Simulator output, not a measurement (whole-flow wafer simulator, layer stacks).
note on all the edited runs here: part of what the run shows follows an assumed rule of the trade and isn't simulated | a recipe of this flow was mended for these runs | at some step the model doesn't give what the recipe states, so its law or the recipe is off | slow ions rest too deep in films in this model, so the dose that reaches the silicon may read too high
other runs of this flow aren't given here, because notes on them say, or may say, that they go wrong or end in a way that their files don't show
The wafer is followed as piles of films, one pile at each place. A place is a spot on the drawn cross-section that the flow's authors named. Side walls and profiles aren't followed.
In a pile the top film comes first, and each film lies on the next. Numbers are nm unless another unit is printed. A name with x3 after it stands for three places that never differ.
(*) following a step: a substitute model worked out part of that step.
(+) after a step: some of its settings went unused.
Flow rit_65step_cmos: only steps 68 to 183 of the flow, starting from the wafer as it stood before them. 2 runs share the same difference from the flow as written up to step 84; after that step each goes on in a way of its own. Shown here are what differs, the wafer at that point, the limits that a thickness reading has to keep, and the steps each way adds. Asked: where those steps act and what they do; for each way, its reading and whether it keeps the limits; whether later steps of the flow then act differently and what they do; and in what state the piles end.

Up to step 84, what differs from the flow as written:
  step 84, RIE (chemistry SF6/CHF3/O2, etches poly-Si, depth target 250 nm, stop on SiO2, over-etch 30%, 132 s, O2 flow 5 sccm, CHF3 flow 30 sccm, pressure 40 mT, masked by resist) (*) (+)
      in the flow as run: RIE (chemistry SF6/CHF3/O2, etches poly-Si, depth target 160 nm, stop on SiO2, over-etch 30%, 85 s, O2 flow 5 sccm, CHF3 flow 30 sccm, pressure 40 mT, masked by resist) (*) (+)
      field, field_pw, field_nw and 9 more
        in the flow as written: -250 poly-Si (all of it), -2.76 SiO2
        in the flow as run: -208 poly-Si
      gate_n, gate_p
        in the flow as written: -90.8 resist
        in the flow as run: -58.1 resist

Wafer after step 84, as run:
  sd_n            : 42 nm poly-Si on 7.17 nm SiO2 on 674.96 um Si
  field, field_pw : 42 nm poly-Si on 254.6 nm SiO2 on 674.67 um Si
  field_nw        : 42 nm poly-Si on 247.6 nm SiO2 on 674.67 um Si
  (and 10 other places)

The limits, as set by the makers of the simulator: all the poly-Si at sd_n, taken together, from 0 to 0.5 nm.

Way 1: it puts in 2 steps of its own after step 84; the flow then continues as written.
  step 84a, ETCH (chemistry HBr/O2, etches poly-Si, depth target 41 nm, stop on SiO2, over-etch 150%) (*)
      field, field_pw, field_nw and 9 more
        -42 poly-Si (all of it), -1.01 SiO2
      gate_n, gate_p
        -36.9 resist
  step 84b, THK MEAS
      leaves every film unchanged at each place that is followed
  The reading taken after step 84b is 0 nm, which is within the limits.
  Steps further on in the flow that do not act as written (not shown: 30 more steps that differ only slightly, by at most 2% or 0.5 nm, whichever is larger):
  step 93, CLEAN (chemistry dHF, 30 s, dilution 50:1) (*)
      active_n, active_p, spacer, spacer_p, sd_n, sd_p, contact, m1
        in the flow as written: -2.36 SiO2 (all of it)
        going this way: -2.78 SiO2
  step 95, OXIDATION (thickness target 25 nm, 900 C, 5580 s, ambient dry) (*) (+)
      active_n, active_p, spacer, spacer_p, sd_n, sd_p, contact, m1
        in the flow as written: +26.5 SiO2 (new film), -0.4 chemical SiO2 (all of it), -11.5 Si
        going this way: +25.1 SiO2, -11 Si
  When the end is reached, the piles differ only a little from the flow's at the places that both follow, at most by 2% or 0.5 nm, whichever is larger.

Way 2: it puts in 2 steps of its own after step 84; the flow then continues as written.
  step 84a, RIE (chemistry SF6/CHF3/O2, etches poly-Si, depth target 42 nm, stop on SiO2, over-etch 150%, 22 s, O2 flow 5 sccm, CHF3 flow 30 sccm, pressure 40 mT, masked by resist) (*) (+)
      field, field_pw, field_nw and 9 more
        -42 poly-Si (all of it), -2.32 SiO2
      gate_n, gate_p
        -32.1 resist
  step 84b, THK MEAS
      leaves every film unchanged at each place that is followed
  The reading taken after step 84b is 0 nm, which is within the limits.
  Later steps of the flow that are run all act as written at every place that is followed, up to a difference of at most 2% or 0.5 nm, whichever is larger.
  When the end is reached, the piles differ only a little from the flow's at the places that both follow, at most by 2% or 0.5 nm, whichever is larger.

Ways within the limits: way 1, way 2.
